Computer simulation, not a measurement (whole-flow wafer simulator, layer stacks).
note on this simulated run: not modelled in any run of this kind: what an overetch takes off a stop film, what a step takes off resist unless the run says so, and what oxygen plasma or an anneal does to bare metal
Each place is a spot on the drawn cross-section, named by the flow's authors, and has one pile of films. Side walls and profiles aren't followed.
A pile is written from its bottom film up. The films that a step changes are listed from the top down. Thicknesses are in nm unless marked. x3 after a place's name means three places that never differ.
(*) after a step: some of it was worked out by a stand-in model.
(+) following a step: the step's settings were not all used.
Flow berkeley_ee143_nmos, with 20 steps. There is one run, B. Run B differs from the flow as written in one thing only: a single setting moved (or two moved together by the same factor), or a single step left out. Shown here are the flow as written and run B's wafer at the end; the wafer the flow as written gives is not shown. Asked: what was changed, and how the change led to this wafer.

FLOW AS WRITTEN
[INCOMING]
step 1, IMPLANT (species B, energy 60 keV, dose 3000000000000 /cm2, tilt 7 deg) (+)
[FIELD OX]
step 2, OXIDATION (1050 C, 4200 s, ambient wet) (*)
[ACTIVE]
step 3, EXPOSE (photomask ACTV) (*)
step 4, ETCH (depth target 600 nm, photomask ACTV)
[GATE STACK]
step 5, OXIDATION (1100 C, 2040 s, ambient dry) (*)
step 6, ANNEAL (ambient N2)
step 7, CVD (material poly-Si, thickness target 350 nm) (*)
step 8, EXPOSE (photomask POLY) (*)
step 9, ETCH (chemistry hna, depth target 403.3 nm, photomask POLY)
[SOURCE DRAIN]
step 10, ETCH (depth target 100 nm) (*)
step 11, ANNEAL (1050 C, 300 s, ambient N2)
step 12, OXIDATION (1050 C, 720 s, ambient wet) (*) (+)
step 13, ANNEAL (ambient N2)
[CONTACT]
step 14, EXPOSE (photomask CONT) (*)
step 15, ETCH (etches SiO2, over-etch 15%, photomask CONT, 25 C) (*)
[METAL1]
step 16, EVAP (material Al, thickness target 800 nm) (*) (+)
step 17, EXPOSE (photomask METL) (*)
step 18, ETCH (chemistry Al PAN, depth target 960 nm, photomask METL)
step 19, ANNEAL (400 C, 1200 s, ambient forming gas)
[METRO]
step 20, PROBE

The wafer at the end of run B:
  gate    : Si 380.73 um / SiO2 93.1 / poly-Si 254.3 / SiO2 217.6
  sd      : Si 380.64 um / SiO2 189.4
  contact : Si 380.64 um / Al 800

What caused this: step 4, ETCH: depth target 528 nm was run, while the flow as written has depth target 600 nm.

The path from the change to this, step by step:
  step 4, ETCH (depth target 600 nm, photomask ACTV)
      gate, sd, contact: -528 SiO2 (as written it would have been: -566.4 SiO2 (all of it))
  step 5, OXIDATION (1100 C, 2040 s, ambient dry) (*)
      gate, sd, contact: +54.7 SiO2, -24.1 Si (as written it would have been: +79.7 SiO2 (new film), -35.1 Si)
  step 10, ETCH (depth target 100 nm) (*)
      sd, contact: -93.1 SiO2 (all of it) (as written it would have been: -79.7 SiO2 (all of it))
